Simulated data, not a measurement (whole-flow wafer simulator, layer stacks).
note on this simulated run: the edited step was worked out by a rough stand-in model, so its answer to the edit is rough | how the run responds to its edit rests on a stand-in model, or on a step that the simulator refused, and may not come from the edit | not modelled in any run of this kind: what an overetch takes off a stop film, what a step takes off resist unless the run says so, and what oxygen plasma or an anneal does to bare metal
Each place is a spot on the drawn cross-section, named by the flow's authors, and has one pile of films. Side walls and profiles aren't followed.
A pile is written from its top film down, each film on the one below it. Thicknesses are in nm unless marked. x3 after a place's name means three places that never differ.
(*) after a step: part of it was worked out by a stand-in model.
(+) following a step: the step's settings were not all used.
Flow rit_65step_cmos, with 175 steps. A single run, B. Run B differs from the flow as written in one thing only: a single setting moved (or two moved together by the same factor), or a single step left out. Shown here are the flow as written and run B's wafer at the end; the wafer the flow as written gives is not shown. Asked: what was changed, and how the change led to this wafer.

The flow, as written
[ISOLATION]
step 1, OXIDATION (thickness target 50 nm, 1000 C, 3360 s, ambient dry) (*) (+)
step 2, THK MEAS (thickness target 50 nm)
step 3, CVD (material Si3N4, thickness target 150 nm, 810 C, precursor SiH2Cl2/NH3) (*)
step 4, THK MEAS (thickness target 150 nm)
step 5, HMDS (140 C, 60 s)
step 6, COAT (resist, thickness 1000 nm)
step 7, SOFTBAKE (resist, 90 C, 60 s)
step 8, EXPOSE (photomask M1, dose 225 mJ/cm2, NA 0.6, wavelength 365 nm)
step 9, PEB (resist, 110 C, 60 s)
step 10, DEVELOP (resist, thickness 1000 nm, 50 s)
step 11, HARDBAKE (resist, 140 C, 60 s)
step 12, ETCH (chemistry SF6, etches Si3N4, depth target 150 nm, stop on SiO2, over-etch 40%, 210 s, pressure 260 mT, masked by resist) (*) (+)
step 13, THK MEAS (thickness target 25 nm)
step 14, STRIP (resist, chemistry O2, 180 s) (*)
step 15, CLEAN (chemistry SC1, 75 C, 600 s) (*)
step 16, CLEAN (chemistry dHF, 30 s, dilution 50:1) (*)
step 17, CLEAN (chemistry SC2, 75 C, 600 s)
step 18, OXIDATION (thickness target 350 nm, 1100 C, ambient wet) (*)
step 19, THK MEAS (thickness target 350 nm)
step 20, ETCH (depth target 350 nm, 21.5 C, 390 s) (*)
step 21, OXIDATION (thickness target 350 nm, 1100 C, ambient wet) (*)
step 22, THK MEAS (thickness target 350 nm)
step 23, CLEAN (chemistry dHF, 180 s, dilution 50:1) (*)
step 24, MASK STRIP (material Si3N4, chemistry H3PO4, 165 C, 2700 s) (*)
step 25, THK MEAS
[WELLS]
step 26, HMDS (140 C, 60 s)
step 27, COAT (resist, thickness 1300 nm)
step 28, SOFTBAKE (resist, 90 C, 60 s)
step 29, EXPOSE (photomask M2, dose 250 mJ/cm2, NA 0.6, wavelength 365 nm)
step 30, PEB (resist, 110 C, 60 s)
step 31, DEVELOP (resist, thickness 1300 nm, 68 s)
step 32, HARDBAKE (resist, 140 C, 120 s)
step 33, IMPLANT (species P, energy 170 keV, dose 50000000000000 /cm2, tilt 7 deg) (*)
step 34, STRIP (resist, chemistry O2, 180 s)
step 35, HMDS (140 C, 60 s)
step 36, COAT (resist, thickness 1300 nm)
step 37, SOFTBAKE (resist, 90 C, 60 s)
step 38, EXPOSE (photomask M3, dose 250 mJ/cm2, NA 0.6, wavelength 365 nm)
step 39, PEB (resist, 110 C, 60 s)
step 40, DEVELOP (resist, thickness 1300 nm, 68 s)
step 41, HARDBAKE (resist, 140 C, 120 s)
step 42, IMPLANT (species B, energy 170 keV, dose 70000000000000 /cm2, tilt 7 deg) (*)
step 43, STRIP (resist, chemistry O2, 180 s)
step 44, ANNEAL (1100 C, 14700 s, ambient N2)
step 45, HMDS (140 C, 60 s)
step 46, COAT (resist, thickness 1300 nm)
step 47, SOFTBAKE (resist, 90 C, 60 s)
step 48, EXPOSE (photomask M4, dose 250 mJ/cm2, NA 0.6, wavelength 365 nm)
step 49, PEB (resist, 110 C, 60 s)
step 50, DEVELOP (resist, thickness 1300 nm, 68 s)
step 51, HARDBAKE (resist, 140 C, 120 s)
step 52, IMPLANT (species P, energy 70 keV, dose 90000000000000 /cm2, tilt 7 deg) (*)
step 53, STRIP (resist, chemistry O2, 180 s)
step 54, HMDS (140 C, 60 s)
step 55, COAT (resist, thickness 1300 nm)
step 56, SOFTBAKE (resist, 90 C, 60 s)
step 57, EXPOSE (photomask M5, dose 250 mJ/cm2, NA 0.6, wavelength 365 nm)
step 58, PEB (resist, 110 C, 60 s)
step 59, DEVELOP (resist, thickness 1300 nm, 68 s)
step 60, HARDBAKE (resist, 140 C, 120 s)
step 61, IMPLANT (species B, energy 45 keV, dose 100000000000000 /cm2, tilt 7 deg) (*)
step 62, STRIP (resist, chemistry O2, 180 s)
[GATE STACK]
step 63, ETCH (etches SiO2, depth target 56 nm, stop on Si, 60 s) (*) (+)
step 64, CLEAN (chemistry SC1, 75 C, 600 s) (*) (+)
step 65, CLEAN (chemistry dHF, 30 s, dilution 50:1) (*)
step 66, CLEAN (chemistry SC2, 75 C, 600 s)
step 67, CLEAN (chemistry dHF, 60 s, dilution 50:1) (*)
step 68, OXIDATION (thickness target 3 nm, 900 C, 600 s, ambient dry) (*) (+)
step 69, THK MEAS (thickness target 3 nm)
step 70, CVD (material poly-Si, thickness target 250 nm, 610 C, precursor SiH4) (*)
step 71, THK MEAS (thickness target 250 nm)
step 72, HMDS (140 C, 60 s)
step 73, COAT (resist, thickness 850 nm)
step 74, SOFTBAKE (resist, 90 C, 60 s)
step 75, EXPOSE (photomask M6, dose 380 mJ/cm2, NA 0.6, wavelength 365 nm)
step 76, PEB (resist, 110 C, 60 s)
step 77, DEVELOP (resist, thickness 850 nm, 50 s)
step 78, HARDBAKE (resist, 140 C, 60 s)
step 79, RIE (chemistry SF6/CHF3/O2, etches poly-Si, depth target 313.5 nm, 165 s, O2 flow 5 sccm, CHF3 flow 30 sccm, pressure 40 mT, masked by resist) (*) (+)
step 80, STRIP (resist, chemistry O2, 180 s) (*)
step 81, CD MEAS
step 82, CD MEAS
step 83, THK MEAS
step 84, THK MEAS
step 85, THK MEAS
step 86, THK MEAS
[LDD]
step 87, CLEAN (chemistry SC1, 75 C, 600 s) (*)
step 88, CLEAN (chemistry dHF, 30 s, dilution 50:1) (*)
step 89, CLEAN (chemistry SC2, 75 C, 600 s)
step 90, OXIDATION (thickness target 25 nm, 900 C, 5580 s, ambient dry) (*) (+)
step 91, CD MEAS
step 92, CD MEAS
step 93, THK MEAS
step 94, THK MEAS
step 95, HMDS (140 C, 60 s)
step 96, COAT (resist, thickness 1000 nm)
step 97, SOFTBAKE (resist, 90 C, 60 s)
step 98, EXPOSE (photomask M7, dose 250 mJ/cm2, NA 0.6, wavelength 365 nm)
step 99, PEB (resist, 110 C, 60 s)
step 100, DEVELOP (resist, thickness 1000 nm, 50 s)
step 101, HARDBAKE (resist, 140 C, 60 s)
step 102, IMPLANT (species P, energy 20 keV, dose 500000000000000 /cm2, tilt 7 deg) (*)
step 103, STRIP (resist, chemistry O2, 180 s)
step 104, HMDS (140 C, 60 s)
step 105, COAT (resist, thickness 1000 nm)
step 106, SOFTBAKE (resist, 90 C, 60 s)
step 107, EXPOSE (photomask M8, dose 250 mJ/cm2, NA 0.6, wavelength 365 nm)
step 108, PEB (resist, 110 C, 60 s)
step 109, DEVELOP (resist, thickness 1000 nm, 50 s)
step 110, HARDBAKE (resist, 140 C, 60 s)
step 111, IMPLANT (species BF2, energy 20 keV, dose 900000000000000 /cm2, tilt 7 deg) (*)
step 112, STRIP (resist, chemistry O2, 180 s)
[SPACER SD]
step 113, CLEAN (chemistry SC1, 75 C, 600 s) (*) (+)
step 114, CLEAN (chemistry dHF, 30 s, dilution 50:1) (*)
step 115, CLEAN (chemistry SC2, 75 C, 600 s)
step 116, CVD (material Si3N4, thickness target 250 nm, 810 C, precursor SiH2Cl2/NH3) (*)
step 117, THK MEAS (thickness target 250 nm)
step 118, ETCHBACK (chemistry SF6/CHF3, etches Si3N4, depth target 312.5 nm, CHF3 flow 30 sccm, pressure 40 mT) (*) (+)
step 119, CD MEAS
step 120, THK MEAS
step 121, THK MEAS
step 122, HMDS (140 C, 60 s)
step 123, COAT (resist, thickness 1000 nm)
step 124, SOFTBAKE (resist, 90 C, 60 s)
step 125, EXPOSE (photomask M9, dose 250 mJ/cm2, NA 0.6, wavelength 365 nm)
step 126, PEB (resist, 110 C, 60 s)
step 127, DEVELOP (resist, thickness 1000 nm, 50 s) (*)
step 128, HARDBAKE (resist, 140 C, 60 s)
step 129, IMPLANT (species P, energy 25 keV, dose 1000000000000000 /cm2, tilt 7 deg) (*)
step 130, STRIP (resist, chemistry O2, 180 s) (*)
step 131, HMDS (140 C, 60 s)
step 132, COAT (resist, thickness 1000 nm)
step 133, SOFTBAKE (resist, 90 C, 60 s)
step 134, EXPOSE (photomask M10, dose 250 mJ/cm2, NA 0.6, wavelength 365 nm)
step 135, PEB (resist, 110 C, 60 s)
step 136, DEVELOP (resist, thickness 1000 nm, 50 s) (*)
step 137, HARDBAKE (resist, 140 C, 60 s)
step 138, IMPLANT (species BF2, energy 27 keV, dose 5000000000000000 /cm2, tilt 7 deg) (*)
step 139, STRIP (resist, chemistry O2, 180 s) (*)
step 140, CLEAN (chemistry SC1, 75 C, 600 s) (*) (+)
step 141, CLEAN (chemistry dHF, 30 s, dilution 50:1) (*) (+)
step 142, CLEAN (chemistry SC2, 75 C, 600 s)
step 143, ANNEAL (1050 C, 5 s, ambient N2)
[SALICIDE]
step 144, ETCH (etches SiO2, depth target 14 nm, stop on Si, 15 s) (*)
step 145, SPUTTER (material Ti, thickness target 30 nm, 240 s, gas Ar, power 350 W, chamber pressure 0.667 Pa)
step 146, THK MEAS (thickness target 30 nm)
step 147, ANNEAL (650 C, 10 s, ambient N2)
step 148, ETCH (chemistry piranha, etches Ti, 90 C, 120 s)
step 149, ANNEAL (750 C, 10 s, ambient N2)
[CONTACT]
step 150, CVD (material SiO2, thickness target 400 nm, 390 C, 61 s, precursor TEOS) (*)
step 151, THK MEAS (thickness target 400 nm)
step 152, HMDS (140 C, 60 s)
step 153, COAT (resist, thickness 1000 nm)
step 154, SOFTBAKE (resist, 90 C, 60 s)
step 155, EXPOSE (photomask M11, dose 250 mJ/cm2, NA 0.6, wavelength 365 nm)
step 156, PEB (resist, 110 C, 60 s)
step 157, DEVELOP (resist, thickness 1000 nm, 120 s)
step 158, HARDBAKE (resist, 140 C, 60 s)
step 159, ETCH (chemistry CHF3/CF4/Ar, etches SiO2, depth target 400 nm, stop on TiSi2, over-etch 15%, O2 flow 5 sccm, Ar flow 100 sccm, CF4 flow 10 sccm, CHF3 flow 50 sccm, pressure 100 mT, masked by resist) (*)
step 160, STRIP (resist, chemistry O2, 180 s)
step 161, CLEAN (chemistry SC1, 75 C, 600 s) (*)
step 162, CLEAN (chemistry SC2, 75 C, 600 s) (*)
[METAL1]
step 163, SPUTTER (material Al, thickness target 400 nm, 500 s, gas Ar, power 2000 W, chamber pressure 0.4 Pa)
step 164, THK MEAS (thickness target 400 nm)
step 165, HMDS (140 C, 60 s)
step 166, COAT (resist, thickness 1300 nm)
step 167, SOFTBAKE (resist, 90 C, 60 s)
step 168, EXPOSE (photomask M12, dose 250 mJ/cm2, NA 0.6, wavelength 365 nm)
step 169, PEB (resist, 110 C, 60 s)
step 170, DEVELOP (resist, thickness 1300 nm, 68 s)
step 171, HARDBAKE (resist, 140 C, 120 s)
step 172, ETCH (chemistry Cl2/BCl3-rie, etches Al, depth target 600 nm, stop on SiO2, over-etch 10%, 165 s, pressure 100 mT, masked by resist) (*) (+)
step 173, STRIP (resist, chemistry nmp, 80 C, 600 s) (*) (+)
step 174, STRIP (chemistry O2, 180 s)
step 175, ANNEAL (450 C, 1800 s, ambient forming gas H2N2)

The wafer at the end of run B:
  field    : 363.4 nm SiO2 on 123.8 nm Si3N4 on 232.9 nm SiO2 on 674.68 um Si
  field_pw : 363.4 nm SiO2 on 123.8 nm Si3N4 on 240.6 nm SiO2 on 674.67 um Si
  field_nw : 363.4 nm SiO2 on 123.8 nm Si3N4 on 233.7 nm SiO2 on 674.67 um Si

What caused this: step 118, ETCHBACK: depth target 125 nm was run, whereas the flow has depth target 312.5 nm.

How this came from the change, step by step:
  step 118, ETCHBACK (chemistry SF6/CHF3, etches Si3N4, depth target 312.5 nm, CHF3 flow 30 sccm, pressure 40 mT) (*) (+)
      field, field_pw, field_nw, field_p: Si3N4 loses 125 (as written it would have been: Si3N4 loses 250 (all of it), SiO2 loses 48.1)
      gate_n: Si3N4 loses 125 (as written it would have been: Si3N4 loses 250 (all of it), SiO2 loses 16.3 (all of it), poly-Si loses 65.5)
      (as well as at 1 more place)
  step 123, COAT (resist, thickness 1000 nm)
      field: resist gains 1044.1 (new film) (as written it would have been: resist gains 1066.4 (new film))
      field_p: resist gains 1051.2 (new film) (as written it would have been: resist gains 1073.5 (new film))
      (as well as at 4 more places)
  step 126, PEB (resist, 110 C, 60 s)
      gate_n, gate_p: resist loses 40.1 (as written it would have been: resist loses 43.1)
      field: resist loses 54.3 (as written it would have been: resist loses 55.6)
      (as well as at 3 more places)
  step 127, DEVELOP (resist, thickness 1000 nm, 50 s) (*)
      field: resist loses 989.9 (all of it) (as written it would have been: resist loses 1010.9 (all of it))
      gate_n: resist loses 739.2 (all of it) (as written it would have been: resist loses 791.9 (all of it))
      (as well as at 1 more place)
  step 128, HARDBAKE (resist, 140 C, 60 s)
      field_nw: resist loses 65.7 (as written it would have been: resist loses 67.1)
      field_p: resist loses 67.2 (as written it would have been: resist loses 68.8)
      (as well as at 2 more places)
  step 130, STRIP (resist, chemistry O2, 180 s) (*)
      gate_n: nothing (as written it would have been: chemical SiO2 gains 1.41 (new film), poly-Si loses 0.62)
      gate_p: resist loses 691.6 (all of it) (as written it would have been: chemical SiO2 gains 1.31 (new film), resist loses 741.1 (all of it), poly-Si loses 0.58)
      (as well as at 2 more places)
  step 132, COAT (resist, thickness 1000 nm)
      field: resist gains 1044.1 (new film) (as written it would have been: resist gains 1067 (new film))
      field_p: resist gains 1051.2 (new film) (as written it would have been: resist gains 1074 (new film))
      (as well as at 4 more places)
  step 135, PEB (resist, 110 C, 60 s)
      gate_n, gate_p: resist loses 40.1 (as written it would have been: resist loses 43.1)
      spacer, spacer_p: resist loses 40 (as written it would have been: resist loses 42)
      (as well as at 2 more places)
  step 136, DEVELOP (resist, thickness 1000 nm, 50 s) (*)
      field_p: resist loses 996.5 (all of it) (as written it would have been: resist loses 1018 (all of it))
      gate_p: resist loses 739.4 (all of it) (as written it would have been: resist loses 792.8 (all of it))
      (as well as at 1 more place)
  step 137, HARDBAKE (resist, 140 C, 60 s)
      field: resist loses 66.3 (as written it would have been: resist loses 68.3)
      field_nw: resist loses 65.7 (as written it would have been: resist loses 67.1)
      (as well as at 2 more places)
  step 139, STRIP (resist, chemistry O2, 180 s) (*)
      gate_n: resist loses 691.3 (all of it) (as written it would have been: resist loses 740 (all of it), chemical SiO2 gains 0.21, poly-Si loses 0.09)
      field: resist loses 923.5 (all of it) (as written it would have been: resist loses 943.1 (all of it))
      (as well as at 1 more place)
  step 140, CLEAN (chemistry SC1, 75 C, 600 s) (*) (+)
      field, field_pw, field_nw, field_p: Si3N4 loses 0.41 (as written it would have been: SiO2 loses 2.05)
      gate_n, gate_p: Si3N4 loses 0.41 (as written it would have been: chemical SiO2 loses 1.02, poly-Si loses 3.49)
  step 141, CLEAN (chemistry dHF, 30 s, dilution 50:1) (*) (+)
      field, field_p: Si3N4 loses 0.43 (as written it would have been: SiO2 loses 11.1)
      field_pw, field_nw: Si3N4 loses 0.43 (as written it would have been: SiO2 loses 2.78)
      (as well as at 2 more places)
  step 144, ETCH (etches SiO2, depth target 14 nm, stop on Si, 15 s) (*)
      field, field_pw, field_nw, field_p: Si3N4 loses 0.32 (as written it would have been: SiO2 loses 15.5)
  step 145, SPUTTER (material Ti, thickness target 30 nm, 240 s, gas Ar, power 350 W, chamber pressure 0.667 Pa)
      gate_n: Ti gains 30 (new film) (as written it would have been: Ti gains 27.3 (new film))
      gate_p: Ti gains 30 (new film) (as written it would have been: Ti gains 27.2 (new film))
  step 147, ANNEAL (650 C, 10 s, ambient N2)
      gate_n: nothing (as written it would have been: Ti loses 21.3, TiSi first gains 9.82 (new film), TiSi2 C49 gains 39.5 (new film), poly-Si loses 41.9)
      gate_p: nothing (as written it would have been: Ti loses 21.2, TiSi first gains 9.56 (new film), TiSi2 C49 gains 39.6 (new film), poly-Si loses 41.9)
  ... 9 further steps ...
  step 170, DEVELOP (resist, thickness 1300 nm, 68 s)
      field: resist loses 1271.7 (all of it) (as written it would have been: resist loses 1316.6 (all of it))
      field_pw: resist loses 1259.6 (all of it) (as written it would have been: resist loses 1285.5 (all of it))
      (as well as at 6 more places)
